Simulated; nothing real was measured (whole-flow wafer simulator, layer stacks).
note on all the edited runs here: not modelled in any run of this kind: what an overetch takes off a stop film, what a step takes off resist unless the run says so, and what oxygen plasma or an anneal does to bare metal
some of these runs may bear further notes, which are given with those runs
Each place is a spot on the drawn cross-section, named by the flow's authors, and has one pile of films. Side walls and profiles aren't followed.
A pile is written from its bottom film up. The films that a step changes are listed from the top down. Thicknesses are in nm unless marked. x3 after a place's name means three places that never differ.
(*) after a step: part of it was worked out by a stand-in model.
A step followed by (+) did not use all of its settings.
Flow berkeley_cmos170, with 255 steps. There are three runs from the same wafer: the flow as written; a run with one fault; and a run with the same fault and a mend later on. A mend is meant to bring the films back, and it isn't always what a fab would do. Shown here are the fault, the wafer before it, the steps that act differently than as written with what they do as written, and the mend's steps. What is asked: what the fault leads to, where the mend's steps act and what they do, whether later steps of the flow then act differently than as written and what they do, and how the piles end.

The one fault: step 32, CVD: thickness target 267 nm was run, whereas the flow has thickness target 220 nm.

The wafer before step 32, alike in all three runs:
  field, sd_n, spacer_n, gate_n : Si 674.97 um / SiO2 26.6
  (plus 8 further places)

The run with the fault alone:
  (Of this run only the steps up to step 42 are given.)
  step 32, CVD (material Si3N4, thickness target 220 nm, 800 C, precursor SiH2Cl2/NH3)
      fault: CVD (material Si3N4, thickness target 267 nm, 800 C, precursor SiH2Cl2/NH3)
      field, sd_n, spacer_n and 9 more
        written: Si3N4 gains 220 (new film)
        fault: Si3N4 gains 267 (new film)
  Later steps of the flow acting differently than as written:
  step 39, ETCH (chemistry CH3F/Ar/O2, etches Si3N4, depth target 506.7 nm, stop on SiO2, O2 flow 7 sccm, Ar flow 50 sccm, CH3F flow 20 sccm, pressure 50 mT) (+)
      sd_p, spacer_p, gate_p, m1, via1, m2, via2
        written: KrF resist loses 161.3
        fault: KrF resist loses 192.7
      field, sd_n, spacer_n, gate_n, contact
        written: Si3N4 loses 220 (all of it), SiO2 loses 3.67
        fault: Si3N4 loses 267 (all of it), SiO2 loses 3.67
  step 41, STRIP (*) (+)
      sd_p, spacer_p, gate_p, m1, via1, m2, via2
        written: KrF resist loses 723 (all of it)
        fault: KrF resist loses 691.7 (all of it)
  Once step 42 is done, the piles at sd_p, spacer_p, gate_p, m1, via1, m2, via2 depart from the flow's by more than 2% or 0.5 nm, whichever is larger.
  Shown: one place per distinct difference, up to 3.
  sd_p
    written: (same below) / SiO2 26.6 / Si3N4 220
    fault: (same below) / SiO2 26.6 / Si3N4 267

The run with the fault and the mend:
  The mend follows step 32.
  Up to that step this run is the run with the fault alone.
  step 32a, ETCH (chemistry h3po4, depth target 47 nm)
      field, sd_n, spacer_n and 9 more
        Si3N4 loses 47
  None of the later steps of the flow acts differently than as written at any place that is followed.
  The piles end the same as the flow's at every place that both follow.
